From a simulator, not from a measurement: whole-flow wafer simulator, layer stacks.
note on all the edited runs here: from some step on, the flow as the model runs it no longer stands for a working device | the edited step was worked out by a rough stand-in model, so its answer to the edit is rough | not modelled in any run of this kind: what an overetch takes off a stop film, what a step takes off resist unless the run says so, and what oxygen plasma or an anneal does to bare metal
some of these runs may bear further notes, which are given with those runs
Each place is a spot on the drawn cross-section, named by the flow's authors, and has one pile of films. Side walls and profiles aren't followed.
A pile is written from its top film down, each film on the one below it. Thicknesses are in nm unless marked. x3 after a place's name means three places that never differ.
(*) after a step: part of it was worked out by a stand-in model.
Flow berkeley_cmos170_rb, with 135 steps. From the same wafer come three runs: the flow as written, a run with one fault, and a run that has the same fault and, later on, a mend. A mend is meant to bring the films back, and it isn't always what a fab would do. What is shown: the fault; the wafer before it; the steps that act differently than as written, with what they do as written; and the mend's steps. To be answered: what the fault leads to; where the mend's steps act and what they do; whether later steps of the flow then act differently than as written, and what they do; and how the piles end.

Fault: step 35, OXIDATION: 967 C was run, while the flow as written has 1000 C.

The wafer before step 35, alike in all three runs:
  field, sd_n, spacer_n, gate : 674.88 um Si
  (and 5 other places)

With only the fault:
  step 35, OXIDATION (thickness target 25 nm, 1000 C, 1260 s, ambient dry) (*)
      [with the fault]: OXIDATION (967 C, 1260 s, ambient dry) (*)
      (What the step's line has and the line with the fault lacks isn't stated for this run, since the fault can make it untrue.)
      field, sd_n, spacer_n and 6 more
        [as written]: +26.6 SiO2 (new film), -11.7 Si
        [with the fault]: +19.5 SiO2 (new film), -8.59 Si
  Later steps of the flow acting differently than as written (32 more steps, not shown, differ only slightly: by at most 2% or 0.5 nm, whichever is larger):
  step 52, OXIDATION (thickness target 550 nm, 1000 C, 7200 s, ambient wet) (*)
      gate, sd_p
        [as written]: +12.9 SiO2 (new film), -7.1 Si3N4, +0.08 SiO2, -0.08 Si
        [with the fault]: +12.9 SiO2 (new film), -7.1 Si3N4
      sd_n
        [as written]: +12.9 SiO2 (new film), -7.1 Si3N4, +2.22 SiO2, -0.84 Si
        [with the fault]: +12.9 SiO2 (new film), -7.1 Si3N4, +0.45 SiO2, -0.17 Si
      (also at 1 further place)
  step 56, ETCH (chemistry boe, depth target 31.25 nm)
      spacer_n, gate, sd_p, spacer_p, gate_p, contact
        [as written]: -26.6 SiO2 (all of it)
        [with the fault]: -19.5 SiO2 (all of it)
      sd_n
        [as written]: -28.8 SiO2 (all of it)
        [with the fault]: -20 SiO2 (all of it)
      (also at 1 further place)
  When the end is reached, the piles differ only a little from the flow's at the places that both follow, at most by 2% or 0.5 nm, whichever is larger.

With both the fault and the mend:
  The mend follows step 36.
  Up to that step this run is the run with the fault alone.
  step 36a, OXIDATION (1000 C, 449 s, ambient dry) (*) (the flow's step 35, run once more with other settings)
      field, sd_n, spacer_n and 6 more
        +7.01 SiO2, -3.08 Si
  Later steps of the flow that are run all act as written at every place that is followed, up to a difference of at most 2% or 0.5 nm, whichever is larger.
  At every place that both follow, the piles at the end match the flow's.
